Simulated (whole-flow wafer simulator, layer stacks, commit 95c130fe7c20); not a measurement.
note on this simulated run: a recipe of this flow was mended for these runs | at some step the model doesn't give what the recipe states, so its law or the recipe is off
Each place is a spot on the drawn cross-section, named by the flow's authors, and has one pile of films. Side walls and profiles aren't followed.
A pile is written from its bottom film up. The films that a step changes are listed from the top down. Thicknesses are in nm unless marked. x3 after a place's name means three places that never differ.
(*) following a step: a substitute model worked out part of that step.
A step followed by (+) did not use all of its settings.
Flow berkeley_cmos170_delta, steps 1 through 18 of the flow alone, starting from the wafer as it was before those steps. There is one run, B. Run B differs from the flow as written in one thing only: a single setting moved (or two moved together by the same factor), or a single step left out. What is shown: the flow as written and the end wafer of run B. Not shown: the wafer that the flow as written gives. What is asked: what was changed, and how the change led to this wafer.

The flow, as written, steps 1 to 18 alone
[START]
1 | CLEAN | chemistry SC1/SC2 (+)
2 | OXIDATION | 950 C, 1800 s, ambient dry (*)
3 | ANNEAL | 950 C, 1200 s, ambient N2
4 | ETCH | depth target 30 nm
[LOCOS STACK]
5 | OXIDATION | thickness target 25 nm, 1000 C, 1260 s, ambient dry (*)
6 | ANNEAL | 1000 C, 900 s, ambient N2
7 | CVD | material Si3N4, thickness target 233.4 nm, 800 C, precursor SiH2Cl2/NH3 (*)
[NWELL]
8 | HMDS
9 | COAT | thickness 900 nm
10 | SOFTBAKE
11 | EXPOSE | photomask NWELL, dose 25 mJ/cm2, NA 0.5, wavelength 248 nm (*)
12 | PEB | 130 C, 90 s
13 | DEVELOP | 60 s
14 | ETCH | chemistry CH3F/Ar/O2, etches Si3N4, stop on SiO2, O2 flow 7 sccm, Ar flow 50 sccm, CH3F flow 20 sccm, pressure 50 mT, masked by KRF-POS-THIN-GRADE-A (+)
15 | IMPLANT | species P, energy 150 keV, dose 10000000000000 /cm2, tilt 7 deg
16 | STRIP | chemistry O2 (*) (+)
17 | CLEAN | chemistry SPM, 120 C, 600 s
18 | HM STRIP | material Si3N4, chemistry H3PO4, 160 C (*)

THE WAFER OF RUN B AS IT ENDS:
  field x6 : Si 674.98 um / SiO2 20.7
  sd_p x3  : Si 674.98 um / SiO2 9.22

What caused this: step 4, ETCH: depth target 15 nm was run, whereas the flow has depth target 30 nm.

How this came from the change, step by step:
  4 | ETCH | depth target 30 nm
      field x6, sd_p x3: -15 SiO2 (as written it would have been: -20.7 SiO2 (all of it))
  5 | OXIDATION | thickness target 25 nm, 1000 C, 1260 s, ambient dry (*)
      field x6, sd_p x3: +22.3 SiO2, -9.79 Si (as written it would have been: +26.6 SiO2 (new film), -11.7 Si)
